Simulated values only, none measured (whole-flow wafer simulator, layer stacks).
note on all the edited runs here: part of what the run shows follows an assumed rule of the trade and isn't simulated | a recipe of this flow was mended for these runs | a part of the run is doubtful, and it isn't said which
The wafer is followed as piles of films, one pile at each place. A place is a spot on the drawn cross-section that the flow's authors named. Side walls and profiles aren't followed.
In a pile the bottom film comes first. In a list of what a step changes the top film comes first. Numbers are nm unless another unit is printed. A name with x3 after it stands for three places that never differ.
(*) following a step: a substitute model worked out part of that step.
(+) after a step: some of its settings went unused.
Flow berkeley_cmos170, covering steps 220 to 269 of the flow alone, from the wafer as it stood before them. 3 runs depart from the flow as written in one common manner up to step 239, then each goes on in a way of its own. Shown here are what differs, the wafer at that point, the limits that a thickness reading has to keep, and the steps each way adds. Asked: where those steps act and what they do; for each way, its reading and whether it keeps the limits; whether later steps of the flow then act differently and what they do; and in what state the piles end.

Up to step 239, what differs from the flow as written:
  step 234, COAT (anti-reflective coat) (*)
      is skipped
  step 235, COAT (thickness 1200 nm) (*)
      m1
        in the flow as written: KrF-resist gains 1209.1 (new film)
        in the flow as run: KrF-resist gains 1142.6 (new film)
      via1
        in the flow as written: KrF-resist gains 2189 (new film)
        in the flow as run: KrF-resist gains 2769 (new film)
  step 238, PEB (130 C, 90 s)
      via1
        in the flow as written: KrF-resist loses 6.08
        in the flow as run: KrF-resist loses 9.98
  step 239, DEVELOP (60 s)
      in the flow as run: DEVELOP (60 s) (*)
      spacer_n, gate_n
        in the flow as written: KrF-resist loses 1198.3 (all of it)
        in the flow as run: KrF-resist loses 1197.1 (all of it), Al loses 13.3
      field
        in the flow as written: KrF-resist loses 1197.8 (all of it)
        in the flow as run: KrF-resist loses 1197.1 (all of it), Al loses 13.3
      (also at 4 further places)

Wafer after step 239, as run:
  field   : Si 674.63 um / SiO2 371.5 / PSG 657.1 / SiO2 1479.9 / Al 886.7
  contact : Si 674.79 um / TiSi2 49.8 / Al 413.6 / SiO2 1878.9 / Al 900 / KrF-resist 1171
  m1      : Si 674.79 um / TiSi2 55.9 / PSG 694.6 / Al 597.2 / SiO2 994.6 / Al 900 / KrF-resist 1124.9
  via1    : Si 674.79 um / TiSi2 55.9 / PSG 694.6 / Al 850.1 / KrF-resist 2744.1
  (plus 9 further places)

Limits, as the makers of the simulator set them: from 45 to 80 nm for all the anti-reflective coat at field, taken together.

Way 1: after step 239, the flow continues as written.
  The reading taken after step 239 is 0 nm, which is outside the limits.
  Steps later in the flow that act otherwise than as written (1 other step is not shown; it differs only slightly, by no more than 2% or 0.5 nm, whichever is larger):
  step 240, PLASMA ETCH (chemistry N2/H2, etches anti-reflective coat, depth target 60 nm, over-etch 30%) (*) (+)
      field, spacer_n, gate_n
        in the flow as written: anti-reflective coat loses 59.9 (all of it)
        going this way: nothing
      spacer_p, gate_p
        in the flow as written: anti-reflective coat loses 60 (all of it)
        going this way: nothing
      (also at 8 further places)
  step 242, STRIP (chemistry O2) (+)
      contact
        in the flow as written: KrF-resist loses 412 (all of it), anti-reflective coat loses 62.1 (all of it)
        going this way: KrF-resist loses 152.6 (all of it)
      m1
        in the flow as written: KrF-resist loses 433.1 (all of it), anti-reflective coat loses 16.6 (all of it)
        going this way: KrF-resist loses 106.6 (all of it)
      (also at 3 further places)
  At the end the piles are close to the flow's at the places that both follow, differing by at most 2% or 0.5 nm, whichever is larger.

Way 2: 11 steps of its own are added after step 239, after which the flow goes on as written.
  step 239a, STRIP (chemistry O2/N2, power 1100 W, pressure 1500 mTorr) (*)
      contact
        KrF-resist loses 1171 (all of it)
      m1
        KrF-resist loses 1124.9 (all of it)
      via1
        KrF-resist loses 2744.1 (all of it)
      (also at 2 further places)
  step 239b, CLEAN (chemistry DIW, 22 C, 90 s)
      does not change any film at any place that is followed
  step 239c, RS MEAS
      does not change any film at any place that is followed
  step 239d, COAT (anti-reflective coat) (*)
      field, mark, spacer_n, gate_n
        anti-reflective coat gains 60 (new film)
      sd_p, spacer_p, gate_p
        anti-reflective coat gains 60.1 (new film)
      sd_n
        anti-reflective coat gains 68.2 (new film)
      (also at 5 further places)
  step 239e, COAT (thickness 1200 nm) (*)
      mark, spacer_p
        KrF-resist gains 1200 (new film)
      spacer_n, gate_n
        KrF-resist gains 1202.8 (new film)
      sd_p, gate_p
        KrF-resist gains 1200.1 (new film)
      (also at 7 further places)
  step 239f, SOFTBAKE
      does not change any film at any place that is followed
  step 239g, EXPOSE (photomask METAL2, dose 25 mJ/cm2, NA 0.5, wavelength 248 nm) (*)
      does not change any film at any place that is followed
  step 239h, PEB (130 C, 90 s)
      field, spacer_n, gate_n, m1
        KrF-resist loses 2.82
      mark, sd_p, spacer_p, gate_p
        KrF-resist loses 2.81
      contact, via2
        KrF-resist loses 2.78
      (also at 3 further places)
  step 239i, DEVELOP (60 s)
      contact, m1, via1, m2, via2
        KrF-resist loses 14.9
      mark, sd_p, spacer_p, gate_p
        KrF-resist loses 1197.2 (all of it)
      spacer_n, gate_n
        KrF-resist loses 1200 (all of it)
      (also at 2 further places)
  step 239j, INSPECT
      does not change any film at any place that is followed
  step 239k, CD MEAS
      does not change any film at any place that is followed
  The reading taken after step 239k is 60 nm, which is within the limits.
  Steps later in the flow that act otherwise than as written (1 other step is not shown; it differs only slightly, by no more than 2% or 0.5 nm, whichever is larger):
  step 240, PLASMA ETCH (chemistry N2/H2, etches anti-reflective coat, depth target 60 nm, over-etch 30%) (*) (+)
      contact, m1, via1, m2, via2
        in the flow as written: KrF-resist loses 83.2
        going this way: KrF-resist loses 88.7
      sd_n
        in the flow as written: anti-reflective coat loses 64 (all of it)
        going this way: anti-reflective coat loses 68.2 (all of it)
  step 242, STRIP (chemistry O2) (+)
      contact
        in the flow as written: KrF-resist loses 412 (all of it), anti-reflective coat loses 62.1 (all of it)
        going this way: KrF-resist loses 408.8 (all of it), anti-reflective coat loses 59.3 (all of it)
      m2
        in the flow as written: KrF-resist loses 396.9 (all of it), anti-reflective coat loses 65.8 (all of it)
        going this way: KrF-resist loses 397 (all of it), anti-reflective coat loses 60.3 (all of it)
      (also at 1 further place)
  At the end the piles are close to the flow's at the places that both follow, differing by at most 2% or 0.5 nm, whichever is larger.

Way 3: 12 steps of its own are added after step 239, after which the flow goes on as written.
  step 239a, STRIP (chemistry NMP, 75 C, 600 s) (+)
      contact
        KrF-resist loses 1171 (all of it)
      m1
        KrF-resist loses 1124.9 (all of it)
      via1
        KrF-resist loses 2744.1 (all of it)
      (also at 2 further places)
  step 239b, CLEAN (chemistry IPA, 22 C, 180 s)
      does not change any film at any place that is followed
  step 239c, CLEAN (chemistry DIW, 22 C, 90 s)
      does not change any film at any place that is followed
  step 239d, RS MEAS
      does not change any film at any place that is followed
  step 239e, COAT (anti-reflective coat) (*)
      field, mark, spacer_n, gate_n
        anti-reflective coat gains 60 (new film)
      sd_p, spacer_p, gate_p
        anti-reflective coat gains 60.1 (new film)
      sd_n
        anti-reflective coat gains 68.2 (new film)
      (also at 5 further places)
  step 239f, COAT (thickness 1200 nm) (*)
      mark, spacer_p
        KrF-resist gains 1200 (new film)
      spacer_n, gate_n
        KrF-resist gains 1202.8 (new film)
      sd_p, gate_p
        KrF-resist gains 1200.1 (new film)
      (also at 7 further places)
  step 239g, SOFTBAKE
      does not change any film at any place that is followed
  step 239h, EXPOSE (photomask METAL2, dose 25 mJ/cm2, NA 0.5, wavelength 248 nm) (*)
      does not change any film at any place that is followed
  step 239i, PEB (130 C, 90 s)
      field, spacer_n, gate_n, m1
        KrF-resist loses 2.82
      mark, sd_p, spacer_p, gate_p
        KrF-resist loses 2.81
      contact, via2
        KrF-resist loses 2.78
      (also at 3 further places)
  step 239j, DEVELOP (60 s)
      contact, m1, via1, m2, via2
        KrF-resist loses 14.9
      mark, sd_p, spacer_p, gate_p
        KrF-resist loses 1197.2 (all of it)
      spacer_n, gate_n
        KrF-resist loses 1200 (all of it)
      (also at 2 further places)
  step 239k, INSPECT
      does not change any film at any place that is followed
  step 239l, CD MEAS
      does not change any film at any place that is followed
  The reading taken after step 239l is 60 nm, which is within the limits.
  Steps later in the flow that act otherwise than as written (1 other step is not shown; it differs only slightly, by no more than 2% or 0.5 nm, whichever is larger):
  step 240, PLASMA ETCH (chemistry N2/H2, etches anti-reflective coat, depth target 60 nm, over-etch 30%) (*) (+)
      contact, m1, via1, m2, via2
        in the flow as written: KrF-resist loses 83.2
        going this way: KrF-resist loses 88.7
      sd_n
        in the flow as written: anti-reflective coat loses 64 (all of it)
        going this way: anti-reflective coat loses 68.2 (all of it)
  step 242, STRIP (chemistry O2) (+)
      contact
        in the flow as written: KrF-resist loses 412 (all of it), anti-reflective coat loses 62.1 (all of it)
        going this way: KrF-resist loses 408.8 (all of it), anti-reflective coat loses 59.3 (all of it)
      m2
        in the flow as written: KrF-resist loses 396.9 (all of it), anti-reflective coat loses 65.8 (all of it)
        going this way: KrF-resist loses 397 (all of it), anti-reflective coat loses 60.3 (all of it)
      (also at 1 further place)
  At the end the piles are close to the flow's at the places that both follow, differing by at most 2% or 0.5 nm, whichever is larger.

The limits are kept by: way 2, way 3. They are not kept by: way 1.
